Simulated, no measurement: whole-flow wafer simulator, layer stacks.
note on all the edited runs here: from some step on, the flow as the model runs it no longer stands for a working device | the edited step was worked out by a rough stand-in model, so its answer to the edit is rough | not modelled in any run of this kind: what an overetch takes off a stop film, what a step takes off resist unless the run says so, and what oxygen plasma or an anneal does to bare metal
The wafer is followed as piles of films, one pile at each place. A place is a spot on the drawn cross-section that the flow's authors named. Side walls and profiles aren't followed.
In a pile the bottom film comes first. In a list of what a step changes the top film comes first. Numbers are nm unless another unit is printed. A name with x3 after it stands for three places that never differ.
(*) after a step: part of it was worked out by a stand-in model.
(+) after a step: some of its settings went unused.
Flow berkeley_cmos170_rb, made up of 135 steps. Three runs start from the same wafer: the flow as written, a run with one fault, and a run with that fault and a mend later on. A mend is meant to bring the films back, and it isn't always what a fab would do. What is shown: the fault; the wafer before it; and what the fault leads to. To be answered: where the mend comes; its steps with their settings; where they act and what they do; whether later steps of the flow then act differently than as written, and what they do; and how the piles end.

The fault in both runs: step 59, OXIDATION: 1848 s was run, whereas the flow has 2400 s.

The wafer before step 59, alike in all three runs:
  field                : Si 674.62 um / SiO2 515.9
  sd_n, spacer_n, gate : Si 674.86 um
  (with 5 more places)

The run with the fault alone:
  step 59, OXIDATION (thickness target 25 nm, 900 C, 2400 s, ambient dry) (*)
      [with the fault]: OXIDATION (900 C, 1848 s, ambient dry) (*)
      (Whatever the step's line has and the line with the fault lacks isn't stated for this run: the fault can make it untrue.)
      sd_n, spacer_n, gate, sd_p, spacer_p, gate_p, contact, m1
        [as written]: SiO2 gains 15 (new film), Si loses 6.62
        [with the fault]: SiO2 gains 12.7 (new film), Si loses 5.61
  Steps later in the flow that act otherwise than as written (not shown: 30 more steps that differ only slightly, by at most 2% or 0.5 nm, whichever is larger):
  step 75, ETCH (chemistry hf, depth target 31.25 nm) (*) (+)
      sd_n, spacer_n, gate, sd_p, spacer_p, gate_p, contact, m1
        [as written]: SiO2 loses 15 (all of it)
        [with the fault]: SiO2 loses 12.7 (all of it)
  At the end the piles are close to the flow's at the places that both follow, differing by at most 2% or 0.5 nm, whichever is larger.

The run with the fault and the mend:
  The mend stands after step 64.
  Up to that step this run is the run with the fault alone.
  step 64a, STRIP (*) (+)
      sd_p
        KrF resist loses 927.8 (all of it)
      spacer_p
        KrF resist loses 911.1 (all of it)
      gate_p
        KrF resist loses 910.2 (all of it)
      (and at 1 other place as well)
  step 64b, CLEAN (*) (the flow's step 51, run once more)
      does not change any film at any place that is followed
  step 64c, OXIDATION (900 C, 547 s, ambient dry) (*) (the flow's step 59, run once more with other settings)
      sd_n, spacer_n, gate, sd_p, spacer_p, gate_p, contact, m1
        SiO2 gains 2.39, Si loses 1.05
      field
        SiO2 gains 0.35, Si loses 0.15
  step 64d, COAT (KrF resist, thickness 900 nm) (*) (the flow's step 61, run once more)
      field
        KrF resist gains 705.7 (new film)
      sd_n
        KrF resist gains 957.4 (new film)
      spacer_n
        KrF resist gains 924.9 (new film)
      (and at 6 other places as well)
  step 64e, EXPOSE (photomask PWELL) (the flow's step 62, run once more)
      does not change any film at any place that is followed
  step 64f, PEB (130 C, 60 s) (*) (the flow's step 63, run once more)
      does not change any film at any place that is followed
  step 64g, DEVELOP (developer developer-D-0.26N, 45 s) (the flow's step 64, run once more)
      sd_p, spacer_p, gate_p, m1
        KrF resist loses 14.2
      field
        KrF resist loses 705.7 (all of it)
      sd_n
        KrF resist loses 957.4 (all of it)
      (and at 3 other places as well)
  None of the later steps of the flow differs from how it acts as written, at any place that is followed, by more than 2% or 0.5 nm, whichever is larger.
  At the end the piles are close to the flow's at the places that both follow, differing by at most 2% or 0.5 nm, whichever is larger.
